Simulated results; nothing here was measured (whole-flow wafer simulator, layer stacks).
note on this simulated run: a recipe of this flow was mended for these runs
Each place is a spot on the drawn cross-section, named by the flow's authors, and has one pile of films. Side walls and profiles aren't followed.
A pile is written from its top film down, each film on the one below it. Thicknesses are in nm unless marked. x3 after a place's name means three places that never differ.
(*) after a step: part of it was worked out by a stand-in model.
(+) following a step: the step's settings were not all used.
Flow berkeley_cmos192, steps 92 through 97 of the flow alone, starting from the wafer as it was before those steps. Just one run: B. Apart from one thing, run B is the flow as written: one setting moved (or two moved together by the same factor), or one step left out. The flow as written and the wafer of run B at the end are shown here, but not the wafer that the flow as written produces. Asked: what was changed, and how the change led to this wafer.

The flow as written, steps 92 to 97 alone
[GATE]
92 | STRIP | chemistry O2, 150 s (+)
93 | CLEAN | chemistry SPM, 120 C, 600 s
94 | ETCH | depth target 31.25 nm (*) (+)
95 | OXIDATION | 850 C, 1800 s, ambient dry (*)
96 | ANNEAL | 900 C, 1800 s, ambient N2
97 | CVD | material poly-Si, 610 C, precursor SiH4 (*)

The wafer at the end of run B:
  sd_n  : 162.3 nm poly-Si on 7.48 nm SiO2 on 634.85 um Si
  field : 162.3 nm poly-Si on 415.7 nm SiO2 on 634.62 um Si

The reason: step 97, CVD: 590 C was run, while the flow as written has 610 C.

Step by step, how the change led to this:
  97 | CVD | material poly-Si, 610 C, precursor SiH4 (*)
      field, sd_n, spacer_n, gate, sd_p, spacer_p x2, contact, m1: poly-Si gains 162.3 (new film) (in the flow as written it would be: poly-Si gains 250 (new film))
